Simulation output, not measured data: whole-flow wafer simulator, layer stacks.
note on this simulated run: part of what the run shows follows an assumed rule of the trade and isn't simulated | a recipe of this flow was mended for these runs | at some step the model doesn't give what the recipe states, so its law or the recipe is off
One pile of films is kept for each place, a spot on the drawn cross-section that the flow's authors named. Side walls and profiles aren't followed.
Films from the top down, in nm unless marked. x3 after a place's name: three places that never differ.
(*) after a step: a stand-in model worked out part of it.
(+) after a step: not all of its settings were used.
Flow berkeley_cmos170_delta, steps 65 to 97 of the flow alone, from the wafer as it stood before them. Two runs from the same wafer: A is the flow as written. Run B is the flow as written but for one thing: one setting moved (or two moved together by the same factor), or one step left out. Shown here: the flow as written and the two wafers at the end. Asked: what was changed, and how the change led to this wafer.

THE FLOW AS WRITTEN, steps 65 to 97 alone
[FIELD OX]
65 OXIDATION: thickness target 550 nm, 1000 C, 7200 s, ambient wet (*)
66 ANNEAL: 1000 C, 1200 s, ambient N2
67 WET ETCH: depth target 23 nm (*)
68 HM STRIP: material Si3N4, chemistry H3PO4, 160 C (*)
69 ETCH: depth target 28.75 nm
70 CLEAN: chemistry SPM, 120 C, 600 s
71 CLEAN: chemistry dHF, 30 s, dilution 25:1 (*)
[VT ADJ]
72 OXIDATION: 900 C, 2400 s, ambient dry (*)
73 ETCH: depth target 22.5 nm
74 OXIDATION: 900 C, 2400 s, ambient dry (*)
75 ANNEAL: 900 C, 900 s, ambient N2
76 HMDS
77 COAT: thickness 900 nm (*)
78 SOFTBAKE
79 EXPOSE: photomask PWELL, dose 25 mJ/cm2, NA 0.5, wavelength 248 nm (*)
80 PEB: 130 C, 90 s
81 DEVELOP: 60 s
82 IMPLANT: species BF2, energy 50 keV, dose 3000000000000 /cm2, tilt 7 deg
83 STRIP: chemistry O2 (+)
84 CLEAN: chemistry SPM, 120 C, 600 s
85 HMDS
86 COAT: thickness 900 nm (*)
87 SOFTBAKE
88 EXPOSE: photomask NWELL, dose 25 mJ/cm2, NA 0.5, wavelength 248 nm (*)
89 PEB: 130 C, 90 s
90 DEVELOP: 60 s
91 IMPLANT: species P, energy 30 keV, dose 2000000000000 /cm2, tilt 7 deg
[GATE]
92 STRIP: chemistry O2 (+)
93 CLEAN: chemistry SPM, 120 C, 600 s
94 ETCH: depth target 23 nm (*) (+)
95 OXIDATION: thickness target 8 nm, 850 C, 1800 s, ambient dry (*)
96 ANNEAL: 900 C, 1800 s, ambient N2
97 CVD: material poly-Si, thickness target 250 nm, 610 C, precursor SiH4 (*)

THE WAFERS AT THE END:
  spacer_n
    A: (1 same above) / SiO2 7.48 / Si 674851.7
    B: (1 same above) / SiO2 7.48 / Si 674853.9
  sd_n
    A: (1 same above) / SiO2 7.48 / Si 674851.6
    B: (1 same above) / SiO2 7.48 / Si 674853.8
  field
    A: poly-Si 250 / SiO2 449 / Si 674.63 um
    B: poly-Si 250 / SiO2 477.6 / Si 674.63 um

The cause: step 69, ETCH: depth target 28.75 nm, was left out.

How the change led to this, step by step:
  70 CLEAN: chemistry SPM, 120 C, 600 s
      sd_n, spacer_n, gate, sd_p, spacer_p, gate_p, contact, m1: A chemical SiO2 +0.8 (new film), Si -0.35 | B nothing
  71 CLEAN: chemistry dHF, 30 s, dilution 25:1 (*)
      sd_n, spacer_n, gate, sd_p, spacer_p, gate_p, contact, m1: A chemical SiO2 -0.8 (all of it) | B SiO2 -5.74
  72 OXIDATION: 900 C, 2400 s, ambient dry (*)
      spacer_n, gate, spacer_p, gate_p, contact, m1: A SiO2 +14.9 (new film), Si -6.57 | B SiO2 +11.6, Si -5.1
      sd_n, sd_p: A SiO2 +14.9 (new film), Si -6.57 | B SiO2 +11.6, Si -5.09
  73 ETCH: depth target 22.5 nm
      sd_n, spacer_n, gate, sd_p, spacer_p, gate_p, contact, m1: A SiO2 -14.9 (all of it) | B SiO2 -22.5
  74 OXIDATION: 900 C, 2400 s, ambient dry (*)
      spacer_n, gate, spacer_p, gate_p, contact, m1: A SiO2 +14.9 (new film), Si -6.57 | B SiO2 +14.1, Si -6.2
      sd_n, sd_p: A SiO2 +14.9 (new film), Si -6.57 | B SiO2 +14, Si -6.14
